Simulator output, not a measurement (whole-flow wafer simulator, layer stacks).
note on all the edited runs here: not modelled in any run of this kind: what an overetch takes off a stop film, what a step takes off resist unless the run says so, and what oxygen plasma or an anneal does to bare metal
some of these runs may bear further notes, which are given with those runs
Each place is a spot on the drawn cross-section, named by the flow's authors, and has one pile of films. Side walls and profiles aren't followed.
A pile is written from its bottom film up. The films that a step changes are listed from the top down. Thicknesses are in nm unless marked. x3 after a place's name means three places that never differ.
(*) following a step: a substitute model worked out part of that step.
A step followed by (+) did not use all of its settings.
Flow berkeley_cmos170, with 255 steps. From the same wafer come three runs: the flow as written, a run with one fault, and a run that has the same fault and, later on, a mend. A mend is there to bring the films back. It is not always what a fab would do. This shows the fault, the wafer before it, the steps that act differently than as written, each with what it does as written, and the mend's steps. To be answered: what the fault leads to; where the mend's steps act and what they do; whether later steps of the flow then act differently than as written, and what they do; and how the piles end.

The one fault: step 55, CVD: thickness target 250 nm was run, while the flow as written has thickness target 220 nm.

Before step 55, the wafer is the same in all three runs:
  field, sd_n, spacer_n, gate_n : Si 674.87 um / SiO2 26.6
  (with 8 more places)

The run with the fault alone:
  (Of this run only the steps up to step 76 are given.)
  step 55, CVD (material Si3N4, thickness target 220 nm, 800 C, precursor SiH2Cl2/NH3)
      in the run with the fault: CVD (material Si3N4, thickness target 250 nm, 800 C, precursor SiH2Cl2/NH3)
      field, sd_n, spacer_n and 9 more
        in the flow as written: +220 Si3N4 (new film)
        in the run with the fault: +250 Si3N4 (new film)
  Steps further on in the flow that do not act as written (4 other steps are not shown; they differ only slightly, by no more than 2% or 0.5 nm, whichever is larger):
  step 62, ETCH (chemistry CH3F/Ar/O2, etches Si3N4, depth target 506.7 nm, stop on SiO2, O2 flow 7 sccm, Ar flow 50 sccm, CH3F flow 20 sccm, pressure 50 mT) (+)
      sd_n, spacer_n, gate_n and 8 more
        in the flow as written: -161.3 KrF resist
        in the run with the fault: -181.3 KrF resist
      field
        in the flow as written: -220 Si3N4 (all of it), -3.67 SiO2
        in the run with the fault: -250 Si3N4 (all of it), -3.67 SiO2
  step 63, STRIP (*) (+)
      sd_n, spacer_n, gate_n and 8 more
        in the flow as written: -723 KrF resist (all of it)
        in the run with the fault: -703 KrF resist (all of it)
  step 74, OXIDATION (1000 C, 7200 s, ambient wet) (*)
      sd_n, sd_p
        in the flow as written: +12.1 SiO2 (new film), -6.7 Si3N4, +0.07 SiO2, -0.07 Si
        in the run with the fault: +12.1 SiO2 (new film), -6.7 Si3N4
  After step 76, at sd_n, spacer_n, gate_n and 8 more, the piles differ from the flow's by more than 2% or 0.5 nm, whichever is larger.
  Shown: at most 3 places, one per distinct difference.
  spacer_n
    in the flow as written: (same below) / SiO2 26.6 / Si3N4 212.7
    in the run with the fault: (same below) / SiO2 26.6 / Si3N4 242.8
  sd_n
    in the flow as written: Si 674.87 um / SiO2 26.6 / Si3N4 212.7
    in the run with the fault: Si 674.87 um / SiO2 26.6 / Si3N4 242.8

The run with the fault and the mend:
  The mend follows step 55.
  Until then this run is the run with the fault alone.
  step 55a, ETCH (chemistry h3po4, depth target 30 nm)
      field, sd_n, spacer_n and 9 more
        -30 Si3N4
  None of the later steps of the flow acts differently than as written at any place that is followed.
  By the end, the piles equal the flow's at every place that both follow.
